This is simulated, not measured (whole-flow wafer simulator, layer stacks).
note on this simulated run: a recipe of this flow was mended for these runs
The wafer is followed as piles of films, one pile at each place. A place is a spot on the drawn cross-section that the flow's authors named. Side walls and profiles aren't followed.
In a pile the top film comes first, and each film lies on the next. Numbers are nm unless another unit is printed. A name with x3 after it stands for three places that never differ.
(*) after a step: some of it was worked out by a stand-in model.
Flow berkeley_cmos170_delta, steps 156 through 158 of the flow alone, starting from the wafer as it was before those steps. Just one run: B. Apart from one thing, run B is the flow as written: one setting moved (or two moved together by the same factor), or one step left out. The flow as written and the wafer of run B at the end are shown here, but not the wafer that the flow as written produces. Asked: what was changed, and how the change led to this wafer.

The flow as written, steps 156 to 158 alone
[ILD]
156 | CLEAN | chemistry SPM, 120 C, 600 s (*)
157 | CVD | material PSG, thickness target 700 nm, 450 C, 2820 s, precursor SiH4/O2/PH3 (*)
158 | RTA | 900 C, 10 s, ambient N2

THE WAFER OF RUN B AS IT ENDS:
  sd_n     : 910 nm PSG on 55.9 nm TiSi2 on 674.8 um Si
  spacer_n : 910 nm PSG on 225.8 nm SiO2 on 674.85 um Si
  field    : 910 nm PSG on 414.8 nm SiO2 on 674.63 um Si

The reason: step 157, CVD: thickness target 910 nm was run, whereas the flow has thickness target 700 nm; step 157, CVD: 3666 s was run, where the flow has 2820 s.
The wafer lets one read it off: sd_n has PSG 910, and step 157 as written asks for 700 nm.

The path from the change to this, step by step:
  157 | CVD | material PSG, thickness target 700 nm, 450 C, 2820 s, precursor SiH4/O2/PH3 (*)
      field, sd_n, spacer_n, gate, spacer_p, gate_p, contact x2: PSG gains 910 (new film) (it would be, as written: PSG gains 700 (new film))
      sd_p: PSG gains 910 (new film) (it would be, as written: PSG gains 659.7 (new film))
